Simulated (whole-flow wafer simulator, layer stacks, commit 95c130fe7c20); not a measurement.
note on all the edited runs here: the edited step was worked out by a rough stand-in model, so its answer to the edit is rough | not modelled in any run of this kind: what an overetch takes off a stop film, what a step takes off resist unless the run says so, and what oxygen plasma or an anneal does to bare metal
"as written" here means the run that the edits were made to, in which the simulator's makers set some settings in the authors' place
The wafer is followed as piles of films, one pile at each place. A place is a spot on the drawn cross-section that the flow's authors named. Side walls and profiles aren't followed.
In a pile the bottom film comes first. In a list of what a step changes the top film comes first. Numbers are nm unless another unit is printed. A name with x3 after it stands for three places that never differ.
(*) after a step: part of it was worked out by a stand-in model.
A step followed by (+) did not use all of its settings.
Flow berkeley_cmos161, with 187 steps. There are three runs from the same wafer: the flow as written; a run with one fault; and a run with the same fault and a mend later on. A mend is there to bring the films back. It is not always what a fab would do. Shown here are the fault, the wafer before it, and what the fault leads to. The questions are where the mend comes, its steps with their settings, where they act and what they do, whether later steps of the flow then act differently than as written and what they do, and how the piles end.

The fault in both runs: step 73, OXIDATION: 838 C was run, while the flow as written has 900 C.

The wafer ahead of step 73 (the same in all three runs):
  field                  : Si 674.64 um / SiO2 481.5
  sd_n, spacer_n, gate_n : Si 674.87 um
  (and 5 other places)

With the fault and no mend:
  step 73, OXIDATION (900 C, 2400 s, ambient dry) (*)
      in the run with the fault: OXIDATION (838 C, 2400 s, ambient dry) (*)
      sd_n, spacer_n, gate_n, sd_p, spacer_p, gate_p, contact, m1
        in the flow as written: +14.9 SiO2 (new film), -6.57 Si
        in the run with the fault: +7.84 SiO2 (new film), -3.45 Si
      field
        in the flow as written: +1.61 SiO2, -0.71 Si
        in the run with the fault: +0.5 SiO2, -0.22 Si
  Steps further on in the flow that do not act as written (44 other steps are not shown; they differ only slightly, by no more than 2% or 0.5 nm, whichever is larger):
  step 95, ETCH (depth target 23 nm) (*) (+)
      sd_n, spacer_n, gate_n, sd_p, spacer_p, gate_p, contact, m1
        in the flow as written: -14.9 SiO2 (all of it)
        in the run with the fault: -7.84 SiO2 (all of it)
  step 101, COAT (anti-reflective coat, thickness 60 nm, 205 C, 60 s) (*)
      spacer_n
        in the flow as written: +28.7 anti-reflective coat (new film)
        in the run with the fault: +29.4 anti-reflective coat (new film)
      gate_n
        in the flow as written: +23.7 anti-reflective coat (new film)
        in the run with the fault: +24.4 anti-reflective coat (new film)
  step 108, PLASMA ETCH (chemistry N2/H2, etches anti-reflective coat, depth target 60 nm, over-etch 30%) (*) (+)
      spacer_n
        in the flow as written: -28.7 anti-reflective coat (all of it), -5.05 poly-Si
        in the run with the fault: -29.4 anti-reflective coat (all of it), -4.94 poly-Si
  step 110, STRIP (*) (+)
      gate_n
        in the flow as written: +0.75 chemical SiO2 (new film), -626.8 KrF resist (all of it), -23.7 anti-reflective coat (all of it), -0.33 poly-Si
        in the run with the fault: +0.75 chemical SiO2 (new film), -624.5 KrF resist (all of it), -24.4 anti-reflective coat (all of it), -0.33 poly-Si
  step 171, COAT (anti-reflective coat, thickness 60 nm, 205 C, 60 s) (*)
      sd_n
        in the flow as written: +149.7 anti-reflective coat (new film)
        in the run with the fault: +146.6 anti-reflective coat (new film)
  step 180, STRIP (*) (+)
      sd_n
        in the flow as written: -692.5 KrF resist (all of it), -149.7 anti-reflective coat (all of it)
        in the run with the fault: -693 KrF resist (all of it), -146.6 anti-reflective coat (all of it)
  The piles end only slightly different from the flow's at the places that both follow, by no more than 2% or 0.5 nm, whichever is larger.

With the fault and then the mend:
  The mend follows step 81.
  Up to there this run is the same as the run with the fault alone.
  step 81a, STRIP (*) (+)
      sd_p
        -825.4 KrF resist (all of it)
      spacer_p
        -807.5 KrF resist (all of it)
      gate_p
        -806.4 KrF resist (all of it)
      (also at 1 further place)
  step 81b, CLEAN (chemistry SPM)
      leaves every film unchanged at each place that is followed
  step 81c, OXIDATION (900 C, 1512 s, ambient dry) (*) (the flow's step 73, run once more with other settings)
      sd_n, spacer_n, gate_n, sd_p, spacer_p, gate_p, contact, m1
        +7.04 SiO2, -3.1 Si
      field
        +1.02 SiO2, -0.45 Si
  step 81d, HMDS (the flow's step 75, run once more)
      leaves every film unchanged at each place that is followed
  step 81e, COAT (KrF resist, thickness 900 nm) (*) (the flow's step 76, run once more)
      field
        +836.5 KrF resist (new film)
      sd_n
        +1024.5 KrF resist (new film)
      spacer_n
        +984.7 KrF resist (new film)
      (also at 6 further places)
  step 81f, SOFTBAKE (KrF resist) (the flow's step 77, run once more)
      leaves every film unchanged at each place that is followed
  step 81g, EXPOSE (photomask PWELL, dose 30 mJ/cm2, NA 0.5, wavelength 248 nm) (*) (the flow's step 78, run once more)
      leaves every film unchanged at each place that is followed
  step 81h, PEB (KrF resist, 130 C) (the flow's step 79, run once more)
      sd_n, m1
        -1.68 KrF resist
      spacer_n, gate_n
        -1.61 KrF resist
      spacer_p, gate_p
        -1.6 KrF resist
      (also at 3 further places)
  step 81i, DEVELOP (KrF resist, thickness 900 nm, developer developer-D-0.26N) (the flow's step 80, run once more)
      sd_p, spacer_p, gate_p, m1
        -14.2 KrF resist
      field
        -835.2 KrF resist (all of it)
      sd_n
        -1022.8 KrF resist (all of it)
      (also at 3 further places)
  step 81j, HARDBAKE (140 C, 30 s) (the flow's step 81, run once more)
      sd_p
        -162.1 KrF resist
      spacer_p
        -158.7 KrF resist
      gate_p
        -158.5 KrF resist
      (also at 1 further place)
  None of the later steps of the flow differs from how it acts as written, at any place that is followed, by more than 2% or 0.5 nm, whichever is larger.
  The piles end only slightly different from the flow's at the places that both follow, by no more than 2% or 0.5 nm, whichever is larger.
